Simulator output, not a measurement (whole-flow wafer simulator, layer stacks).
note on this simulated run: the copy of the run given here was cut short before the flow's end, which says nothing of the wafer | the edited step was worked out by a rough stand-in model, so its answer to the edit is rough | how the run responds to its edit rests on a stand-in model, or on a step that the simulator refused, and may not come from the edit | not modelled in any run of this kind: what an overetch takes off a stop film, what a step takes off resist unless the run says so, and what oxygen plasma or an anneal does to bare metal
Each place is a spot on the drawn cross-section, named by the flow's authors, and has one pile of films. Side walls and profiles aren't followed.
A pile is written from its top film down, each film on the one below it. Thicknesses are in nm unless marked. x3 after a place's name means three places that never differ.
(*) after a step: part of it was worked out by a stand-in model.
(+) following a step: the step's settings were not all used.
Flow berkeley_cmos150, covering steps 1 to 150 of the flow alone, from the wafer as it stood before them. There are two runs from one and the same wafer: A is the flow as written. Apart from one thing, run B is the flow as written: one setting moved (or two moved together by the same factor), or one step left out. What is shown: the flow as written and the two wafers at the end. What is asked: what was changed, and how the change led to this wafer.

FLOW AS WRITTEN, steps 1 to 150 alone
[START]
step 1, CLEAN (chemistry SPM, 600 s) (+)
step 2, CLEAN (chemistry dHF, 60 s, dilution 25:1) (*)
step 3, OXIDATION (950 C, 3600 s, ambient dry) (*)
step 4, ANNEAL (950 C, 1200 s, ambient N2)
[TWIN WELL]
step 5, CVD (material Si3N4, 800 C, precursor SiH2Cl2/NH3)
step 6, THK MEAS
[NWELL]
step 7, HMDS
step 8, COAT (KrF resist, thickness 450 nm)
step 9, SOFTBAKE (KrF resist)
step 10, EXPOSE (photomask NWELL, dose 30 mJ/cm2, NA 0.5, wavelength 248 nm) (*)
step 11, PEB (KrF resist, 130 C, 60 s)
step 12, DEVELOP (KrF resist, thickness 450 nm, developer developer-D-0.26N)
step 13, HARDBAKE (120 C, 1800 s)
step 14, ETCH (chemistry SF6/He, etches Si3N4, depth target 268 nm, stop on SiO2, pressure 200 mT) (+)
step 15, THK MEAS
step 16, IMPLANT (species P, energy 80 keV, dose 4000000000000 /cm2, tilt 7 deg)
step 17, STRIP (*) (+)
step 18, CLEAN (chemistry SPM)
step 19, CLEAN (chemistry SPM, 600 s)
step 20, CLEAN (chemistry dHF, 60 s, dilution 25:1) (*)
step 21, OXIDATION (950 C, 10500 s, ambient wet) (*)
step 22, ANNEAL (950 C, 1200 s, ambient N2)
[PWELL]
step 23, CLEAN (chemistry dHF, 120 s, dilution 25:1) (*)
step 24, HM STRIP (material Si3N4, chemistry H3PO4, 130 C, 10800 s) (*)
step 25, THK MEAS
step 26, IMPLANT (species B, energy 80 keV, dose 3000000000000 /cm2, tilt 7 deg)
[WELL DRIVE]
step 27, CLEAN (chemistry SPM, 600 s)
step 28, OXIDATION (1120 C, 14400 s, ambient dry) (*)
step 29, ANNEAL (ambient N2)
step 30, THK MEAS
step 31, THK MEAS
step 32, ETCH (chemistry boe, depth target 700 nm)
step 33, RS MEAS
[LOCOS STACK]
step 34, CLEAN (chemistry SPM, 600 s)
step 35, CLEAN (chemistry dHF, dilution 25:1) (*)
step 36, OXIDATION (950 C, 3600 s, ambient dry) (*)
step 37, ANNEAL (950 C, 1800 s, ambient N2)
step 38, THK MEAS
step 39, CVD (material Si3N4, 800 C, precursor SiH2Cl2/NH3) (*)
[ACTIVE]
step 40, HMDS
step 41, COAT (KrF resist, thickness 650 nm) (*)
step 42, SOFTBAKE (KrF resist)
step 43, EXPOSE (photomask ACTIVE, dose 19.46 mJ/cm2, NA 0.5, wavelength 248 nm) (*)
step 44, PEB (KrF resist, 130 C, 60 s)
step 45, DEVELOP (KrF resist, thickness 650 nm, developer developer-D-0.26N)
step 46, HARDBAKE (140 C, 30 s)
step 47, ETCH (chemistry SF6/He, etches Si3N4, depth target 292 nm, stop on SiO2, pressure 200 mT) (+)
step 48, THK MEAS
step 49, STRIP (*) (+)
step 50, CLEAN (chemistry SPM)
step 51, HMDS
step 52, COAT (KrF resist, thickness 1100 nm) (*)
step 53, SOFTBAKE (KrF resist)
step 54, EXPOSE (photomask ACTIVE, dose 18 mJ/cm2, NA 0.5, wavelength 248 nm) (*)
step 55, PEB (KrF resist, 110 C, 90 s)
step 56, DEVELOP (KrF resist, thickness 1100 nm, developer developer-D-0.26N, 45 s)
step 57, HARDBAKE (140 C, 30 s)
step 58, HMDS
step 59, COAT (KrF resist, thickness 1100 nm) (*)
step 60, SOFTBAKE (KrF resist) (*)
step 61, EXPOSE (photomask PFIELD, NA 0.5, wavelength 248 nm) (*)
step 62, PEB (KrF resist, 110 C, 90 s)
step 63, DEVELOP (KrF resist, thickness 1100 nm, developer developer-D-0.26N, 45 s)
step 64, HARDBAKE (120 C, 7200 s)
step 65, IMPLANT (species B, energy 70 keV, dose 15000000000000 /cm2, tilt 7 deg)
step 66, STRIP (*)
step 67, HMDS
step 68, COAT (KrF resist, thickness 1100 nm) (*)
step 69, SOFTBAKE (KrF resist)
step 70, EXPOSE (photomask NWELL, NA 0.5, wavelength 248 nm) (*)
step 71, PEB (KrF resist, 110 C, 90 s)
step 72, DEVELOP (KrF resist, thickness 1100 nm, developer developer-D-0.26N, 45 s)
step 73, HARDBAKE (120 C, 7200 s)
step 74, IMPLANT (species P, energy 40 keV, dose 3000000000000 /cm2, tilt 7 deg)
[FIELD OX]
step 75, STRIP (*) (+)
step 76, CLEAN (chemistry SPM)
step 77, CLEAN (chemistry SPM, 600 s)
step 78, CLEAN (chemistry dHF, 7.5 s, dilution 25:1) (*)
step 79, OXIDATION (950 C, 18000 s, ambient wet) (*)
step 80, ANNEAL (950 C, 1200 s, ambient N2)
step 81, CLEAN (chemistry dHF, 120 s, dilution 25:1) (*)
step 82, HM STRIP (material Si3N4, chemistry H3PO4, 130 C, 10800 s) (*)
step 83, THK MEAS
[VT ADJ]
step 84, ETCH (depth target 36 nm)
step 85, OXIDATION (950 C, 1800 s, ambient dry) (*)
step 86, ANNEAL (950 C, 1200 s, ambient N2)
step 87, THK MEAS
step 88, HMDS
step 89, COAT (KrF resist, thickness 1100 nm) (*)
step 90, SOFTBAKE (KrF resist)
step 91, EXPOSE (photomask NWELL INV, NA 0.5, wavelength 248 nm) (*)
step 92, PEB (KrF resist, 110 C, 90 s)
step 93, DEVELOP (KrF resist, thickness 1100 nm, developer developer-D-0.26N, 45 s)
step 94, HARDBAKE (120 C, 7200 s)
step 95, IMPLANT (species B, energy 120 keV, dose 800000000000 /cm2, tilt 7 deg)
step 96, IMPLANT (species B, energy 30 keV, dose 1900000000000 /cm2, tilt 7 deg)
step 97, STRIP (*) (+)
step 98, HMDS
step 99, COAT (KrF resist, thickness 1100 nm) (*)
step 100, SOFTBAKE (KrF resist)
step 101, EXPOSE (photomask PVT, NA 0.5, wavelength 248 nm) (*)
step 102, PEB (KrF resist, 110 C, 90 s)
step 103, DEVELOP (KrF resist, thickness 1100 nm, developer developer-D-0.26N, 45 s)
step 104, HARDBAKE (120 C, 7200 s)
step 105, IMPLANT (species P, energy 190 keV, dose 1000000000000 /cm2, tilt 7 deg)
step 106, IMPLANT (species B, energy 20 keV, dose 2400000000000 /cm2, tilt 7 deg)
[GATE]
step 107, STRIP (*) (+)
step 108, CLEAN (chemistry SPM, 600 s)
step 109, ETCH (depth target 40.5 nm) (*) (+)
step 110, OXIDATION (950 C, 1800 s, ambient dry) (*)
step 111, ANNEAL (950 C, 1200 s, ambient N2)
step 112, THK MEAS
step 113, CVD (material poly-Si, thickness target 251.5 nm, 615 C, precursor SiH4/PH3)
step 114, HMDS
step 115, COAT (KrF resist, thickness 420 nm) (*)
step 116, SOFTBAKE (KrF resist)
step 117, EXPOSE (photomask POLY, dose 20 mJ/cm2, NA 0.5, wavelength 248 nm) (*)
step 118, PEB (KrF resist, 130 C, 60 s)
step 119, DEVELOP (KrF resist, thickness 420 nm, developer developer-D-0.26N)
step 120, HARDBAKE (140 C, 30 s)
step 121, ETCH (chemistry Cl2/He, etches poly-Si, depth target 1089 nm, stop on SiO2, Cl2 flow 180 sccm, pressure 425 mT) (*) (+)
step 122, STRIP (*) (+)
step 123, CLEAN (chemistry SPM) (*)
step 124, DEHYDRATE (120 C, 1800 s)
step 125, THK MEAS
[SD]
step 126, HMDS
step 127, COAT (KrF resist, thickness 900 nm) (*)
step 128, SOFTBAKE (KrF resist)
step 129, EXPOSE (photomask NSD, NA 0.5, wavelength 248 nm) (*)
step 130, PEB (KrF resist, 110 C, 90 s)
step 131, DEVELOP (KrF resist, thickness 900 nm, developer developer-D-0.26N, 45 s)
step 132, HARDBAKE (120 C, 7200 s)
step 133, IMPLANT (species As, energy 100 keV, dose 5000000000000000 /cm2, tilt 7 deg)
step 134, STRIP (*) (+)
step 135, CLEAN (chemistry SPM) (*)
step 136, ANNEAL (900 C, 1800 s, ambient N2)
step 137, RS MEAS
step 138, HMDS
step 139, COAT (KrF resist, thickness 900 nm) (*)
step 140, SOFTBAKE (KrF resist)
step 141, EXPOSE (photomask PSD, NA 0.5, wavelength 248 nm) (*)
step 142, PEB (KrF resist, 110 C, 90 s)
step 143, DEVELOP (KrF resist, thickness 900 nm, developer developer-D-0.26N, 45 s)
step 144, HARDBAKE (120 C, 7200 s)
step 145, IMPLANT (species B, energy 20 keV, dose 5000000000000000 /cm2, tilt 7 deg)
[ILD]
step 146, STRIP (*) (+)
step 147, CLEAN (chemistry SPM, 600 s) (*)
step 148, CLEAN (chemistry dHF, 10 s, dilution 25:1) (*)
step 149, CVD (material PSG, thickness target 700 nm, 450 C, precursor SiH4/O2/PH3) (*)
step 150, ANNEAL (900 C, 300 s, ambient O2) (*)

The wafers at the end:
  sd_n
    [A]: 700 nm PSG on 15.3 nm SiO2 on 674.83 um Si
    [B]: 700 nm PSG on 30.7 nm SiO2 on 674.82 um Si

The reason: step 39, CVD: 758 C was run, whereas the flow has 800 C.

How this came from the change, step by step:
  step 39, CVD (material Si3N4, 800 C, precursor SiH2Cl2/NH3) (*)
      field, field_p, sd_n, gate_n, sd_p, gate_p, contact, m1: A Si3N4 gains 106 (new film) | B Si3N4 gains 61.7 (new film)
  step 47, ETCH (chemistry SF6/He, etches Si3N4, depth target 292 nm, stop on SiO2, pressure 200 mT) (+)
      sd_n, gate_n, sd_p, gate_p, contact, m1: A KrF resist loses 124 | B KrF resist loses 75.7
      field, field_p: A Si3N4 loses 106 (all of it), SiO2 loses 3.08 | B Si3N4 loses 61.7 (all of it), SiO2 loses 3.08
  step 49, STRIP (*) (+)
      sd_n: A KrF resist loses 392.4 (all of it) | B KrF resist loses 440.6 (all of it)
      gate_n: A KrF resist loses 400.6 (all of it) | B KrF resist loses 448.9 (all of it)
      (as well as at 4 more places)
  step 52, COAT (KrF resist, thickness 1100 nm) (*)
      sd_n: A KrF resist gains 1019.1 (new film) | B KrF resist gains 1044.6 (new film)
      sd_p: A KrF resist gains 1111.6 (new film) | B KrF resist gains 1134.4 (new film)
      (as well as at 2 more places)
  step 57, HARDBAKE (140 C, 30 s)
      sd_n: A KrF resist loses 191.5 | B KrF resist loses 196.2
      sd_p: A KrF resist loses 208.8 | B KrF resist loses 213.1
      (as well as at 2 more places)
  step 66, STRIP (*)
      sd_n: A KrF resist loses 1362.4 (all of it) | B KrF resist loses 1394.5 (all of it)
      m1: A KrF resist loses 1394.8 (all of it) | B KrF resist loses 1426.1 (all of it)
  step 68, COAT (KrF resist, thickness 1100 nm) (*)
      sd_n: A KrF resist gains 1019.1 (new film) | B KrF resist gains 1044.6 (new film)
      sd_p: A KrF resist gains 1111.6 (new film) | B KrF resist gains 1134.4 (new film)
      (as well as at 2 more places)
  step 72, DEVELOP (KrF resist, thickness 1100 nm, developer developer-D-0.26N, 45 s)
      sd_p: A KrF resist loses 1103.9 (all of it) | B KrF resist loses 1126.6 (all of it)
  step 75, STRIP (*) (+)
      sd_n: A KrF resist loses 982.6 (all of it) | B KrF resist loses 1007.5 (all of it)
      contact: A KrF resist loses 999.2 (all of it) | B KrF resist loses 1020.1 (all of it)
      (as well as at 1 more place)
  step 79, OXIDATION (950 C, 18000 s, ambient wet) (*)
      sd_n: A SiO2 gains 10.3 (new film), Si3N4 loses 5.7, SiO2 gains 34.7, Si loses 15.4 | B SiO2 gains 10.3 (new film), Si3N4 loses 5.7, SiO2 gains 62.2, Si loses 27.8
  step 82, HM STRIP (material Si3N4, chemistry H3PO4, 130 C, 10800 s) (*)
      sd_n, gate_n, contact, m1: A Si3N4 loses 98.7 (all of it), SiO2 loses 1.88 | B Si3N4 loses 54.3 (all of it), SiO2 loses 2.26
      sd_p, gate_p: A Si3N4 loses 98.6 (all of it), SiO2 loses 1.88 | B Si3N4 loses 54.2 (all of it), SiO2 loses 2.26
  step 85, OXIDATION (950 C, 1800 s, ambient dry) (*)
      sd_n: A SiO2 gains 12.2, Si loses 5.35 | B SiO2 gains 8.47, Si loses 3.73
  step 109, ETCH (depth target 40.5 nm) (*) (+)
      sd_n: A SiO2 loses 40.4 (all of it) | B SiO2 loses 40.5
  step 110, OXIDATION (950 C, 1800 s, ambient dry) (*)
      sd_n: A SiO2 gains 20.4 (new film), Si loses 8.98 | B SiO2 gains 12.4, Si loses 5.47
